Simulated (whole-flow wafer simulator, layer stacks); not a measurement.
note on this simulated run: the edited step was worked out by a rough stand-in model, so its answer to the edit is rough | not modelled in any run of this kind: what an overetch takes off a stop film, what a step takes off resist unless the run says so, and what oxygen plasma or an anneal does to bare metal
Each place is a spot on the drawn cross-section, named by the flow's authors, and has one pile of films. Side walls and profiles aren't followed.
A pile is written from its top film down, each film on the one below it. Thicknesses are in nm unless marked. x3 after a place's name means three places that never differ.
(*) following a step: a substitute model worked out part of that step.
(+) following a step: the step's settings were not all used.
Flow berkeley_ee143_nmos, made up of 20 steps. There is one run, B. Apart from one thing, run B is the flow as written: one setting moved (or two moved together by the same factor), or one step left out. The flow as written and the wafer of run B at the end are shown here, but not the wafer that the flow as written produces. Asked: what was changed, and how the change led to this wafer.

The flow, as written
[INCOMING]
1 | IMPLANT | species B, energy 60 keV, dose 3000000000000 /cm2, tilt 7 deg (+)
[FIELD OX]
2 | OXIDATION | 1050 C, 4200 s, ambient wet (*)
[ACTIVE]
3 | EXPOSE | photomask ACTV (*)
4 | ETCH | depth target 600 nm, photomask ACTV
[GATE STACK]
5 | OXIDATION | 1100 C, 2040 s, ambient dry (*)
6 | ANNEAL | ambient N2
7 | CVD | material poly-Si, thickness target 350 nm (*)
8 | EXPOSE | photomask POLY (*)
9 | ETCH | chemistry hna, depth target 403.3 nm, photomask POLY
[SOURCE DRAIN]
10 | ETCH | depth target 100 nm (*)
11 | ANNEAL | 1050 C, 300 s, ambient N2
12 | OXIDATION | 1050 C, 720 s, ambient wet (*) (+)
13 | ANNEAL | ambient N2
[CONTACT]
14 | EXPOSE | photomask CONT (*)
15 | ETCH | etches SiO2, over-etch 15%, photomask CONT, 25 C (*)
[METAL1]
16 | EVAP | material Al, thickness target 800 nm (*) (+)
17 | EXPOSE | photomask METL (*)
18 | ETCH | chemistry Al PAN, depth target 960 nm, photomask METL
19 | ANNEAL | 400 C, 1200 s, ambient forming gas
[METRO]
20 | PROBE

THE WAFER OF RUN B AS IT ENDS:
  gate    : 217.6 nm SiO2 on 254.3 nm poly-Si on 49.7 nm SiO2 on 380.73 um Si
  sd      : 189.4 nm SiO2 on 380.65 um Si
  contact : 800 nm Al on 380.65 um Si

Cause: step 5, OXIDATION: 918 s was run, while the flow as written has 2040 s.

Step by step, how the change led to this:
  5 | OXIDATION | 1100 C, 2040 s, ambient dry (*)
      gate, sd, contact: +49.7 SiO2 (new film), -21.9 Si (as written it would have been: +79.7 SiO2 (new film), -35.1 Si)
      field: +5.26 SiO2, -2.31 Si (as written it would have been: +11.6 SiO2, -5.1 Si)
  10 | ETCH | depth target 100 nm (*)
      sd, contact: -49.7 SiO2 (all of it) (as written it would have been: -79.7 SiO2 (all of it))
